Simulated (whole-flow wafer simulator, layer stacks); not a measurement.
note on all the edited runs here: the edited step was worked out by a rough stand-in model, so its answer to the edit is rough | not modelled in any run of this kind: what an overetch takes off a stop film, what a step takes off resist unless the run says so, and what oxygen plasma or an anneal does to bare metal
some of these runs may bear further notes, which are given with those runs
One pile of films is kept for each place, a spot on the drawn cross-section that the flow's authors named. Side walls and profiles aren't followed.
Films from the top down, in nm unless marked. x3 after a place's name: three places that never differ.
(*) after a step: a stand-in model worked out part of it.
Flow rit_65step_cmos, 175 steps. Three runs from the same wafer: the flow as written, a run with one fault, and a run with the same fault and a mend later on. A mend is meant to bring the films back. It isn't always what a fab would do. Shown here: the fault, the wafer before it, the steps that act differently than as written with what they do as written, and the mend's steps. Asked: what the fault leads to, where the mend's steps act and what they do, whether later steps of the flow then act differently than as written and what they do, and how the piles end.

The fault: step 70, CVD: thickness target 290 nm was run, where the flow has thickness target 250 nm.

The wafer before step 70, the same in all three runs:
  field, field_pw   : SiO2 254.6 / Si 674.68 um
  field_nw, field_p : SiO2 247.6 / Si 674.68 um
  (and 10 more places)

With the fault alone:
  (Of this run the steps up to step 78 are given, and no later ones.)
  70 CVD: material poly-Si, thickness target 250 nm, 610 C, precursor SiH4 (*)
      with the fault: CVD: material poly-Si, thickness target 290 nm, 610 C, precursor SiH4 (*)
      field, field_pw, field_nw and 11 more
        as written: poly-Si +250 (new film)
        with the fault: poly-Si +290 (new film)
  No later step of the flow up to step 78 acts differently than as written, at any place that is followed, by more than 2% or 0.5 nm, whichever is larger.
  After step 78 the piles differ from the flow's by more than 2% or 0.5 nm, whichever is larger, at field, field_pw, field_nw and 11 more.
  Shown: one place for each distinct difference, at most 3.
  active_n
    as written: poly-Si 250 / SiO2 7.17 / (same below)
    with the fault: poly-Si 290 / SiO2 7.17 / (same below)
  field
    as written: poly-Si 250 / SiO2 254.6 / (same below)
    with the fault: poly-Si 290 / SiO2 254.6 / (same below)
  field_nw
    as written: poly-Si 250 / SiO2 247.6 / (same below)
    with the fault: poly-Si 290 / SiO2 247.6 / (same below)

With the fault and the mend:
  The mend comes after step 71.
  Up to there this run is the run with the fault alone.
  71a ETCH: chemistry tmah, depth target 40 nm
      field, field_pw, field_nw and 11 more
        poly-Si -40
  No later step of the flow acts differently than as written at any place that is followed.
  At the end the piles are the same as the flow's at every place that both follow.
